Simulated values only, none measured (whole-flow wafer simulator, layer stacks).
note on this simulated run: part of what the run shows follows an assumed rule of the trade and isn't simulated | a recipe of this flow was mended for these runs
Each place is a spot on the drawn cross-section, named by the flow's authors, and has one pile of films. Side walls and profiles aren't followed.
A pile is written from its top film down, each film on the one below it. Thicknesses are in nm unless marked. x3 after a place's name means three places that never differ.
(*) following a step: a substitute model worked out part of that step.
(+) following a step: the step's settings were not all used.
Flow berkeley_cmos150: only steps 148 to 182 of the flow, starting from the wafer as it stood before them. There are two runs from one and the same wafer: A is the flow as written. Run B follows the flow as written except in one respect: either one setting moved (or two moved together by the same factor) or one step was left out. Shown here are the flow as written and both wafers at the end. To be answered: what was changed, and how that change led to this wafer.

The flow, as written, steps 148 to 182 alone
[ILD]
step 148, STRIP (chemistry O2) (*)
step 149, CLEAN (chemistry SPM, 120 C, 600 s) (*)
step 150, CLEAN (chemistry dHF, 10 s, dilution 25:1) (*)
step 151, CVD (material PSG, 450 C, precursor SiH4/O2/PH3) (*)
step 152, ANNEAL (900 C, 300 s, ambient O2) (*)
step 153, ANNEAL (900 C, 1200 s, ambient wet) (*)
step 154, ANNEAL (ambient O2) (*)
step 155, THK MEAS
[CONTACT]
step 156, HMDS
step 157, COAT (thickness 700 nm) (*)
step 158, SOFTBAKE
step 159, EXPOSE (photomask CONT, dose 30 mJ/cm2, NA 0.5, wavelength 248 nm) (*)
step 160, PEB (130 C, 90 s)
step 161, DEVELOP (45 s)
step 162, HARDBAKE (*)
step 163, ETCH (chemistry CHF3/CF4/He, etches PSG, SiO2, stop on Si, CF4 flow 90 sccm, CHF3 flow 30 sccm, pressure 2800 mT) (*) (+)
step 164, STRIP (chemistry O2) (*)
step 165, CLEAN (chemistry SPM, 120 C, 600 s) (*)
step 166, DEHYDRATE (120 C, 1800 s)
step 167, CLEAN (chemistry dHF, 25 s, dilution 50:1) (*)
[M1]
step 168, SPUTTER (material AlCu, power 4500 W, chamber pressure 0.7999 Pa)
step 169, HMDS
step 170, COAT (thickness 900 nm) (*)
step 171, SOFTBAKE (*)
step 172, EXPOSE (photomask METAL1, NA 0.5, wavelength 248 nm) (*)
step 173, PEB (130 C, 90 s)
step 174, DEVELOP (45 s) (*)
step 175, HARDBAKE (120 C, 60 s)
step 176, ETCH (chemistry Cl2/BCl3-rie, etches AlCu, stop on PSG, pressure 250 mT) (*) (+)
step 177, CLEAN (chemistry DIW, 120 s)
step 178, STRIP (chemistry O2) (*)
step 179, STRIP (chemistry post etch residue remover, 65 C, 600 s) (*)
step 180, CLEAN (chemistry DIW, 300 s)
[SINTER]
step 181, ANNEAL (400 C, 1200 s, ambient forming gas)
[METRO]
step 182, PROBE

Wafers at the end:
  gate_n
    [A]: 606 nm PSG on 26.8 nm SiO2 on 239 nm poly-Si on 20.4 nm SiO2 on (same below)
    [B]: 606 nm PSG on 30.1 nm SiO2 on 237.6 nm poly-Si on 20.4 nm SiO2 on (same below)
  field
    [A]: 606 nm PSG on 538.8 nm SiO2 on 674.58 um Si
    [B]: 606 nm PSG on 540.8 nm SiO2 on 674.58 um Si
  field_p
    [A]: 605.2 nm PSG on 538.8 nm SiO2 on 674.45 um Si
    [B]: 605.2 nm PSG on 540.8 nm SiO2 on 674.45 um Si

The reason: step 153, ANNEAL: 912 C was run, though the flow has 900 C.

Step by step, how the change led to this:
  step 153, ANNEAL (900 C, 1200 s, ambient wet) (*)
      sd_n, contact, m1: A PSG loses 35, SiO2 gains 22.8, Si loses 10 | B PSG loses 35, SiO2 gains 25.9, Si loses 11.4
      field, field_p: A PSG loses 35, SiO2 gains 16.3, Si loses 7.15 | B PSG loses 35, SiO2 gains 18.2, Si loses 8.01
      (and at 3 other places as well)
  step 163, ETCH (chemistry CHF3/CF4/He, etches PSG, SiO2, stop on Si, CF4 flow 90 sccm, CHF3 flow 30 sccm, pressure 2800 mT) (*) (+)
      contact: A PSG loses 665 (all of it), SiO2 loses 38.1 (all of it), Si loses 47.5 | B PSG loses 665 (all of it), SiO2 loses 41.2 (all of it), Si loses 47.5
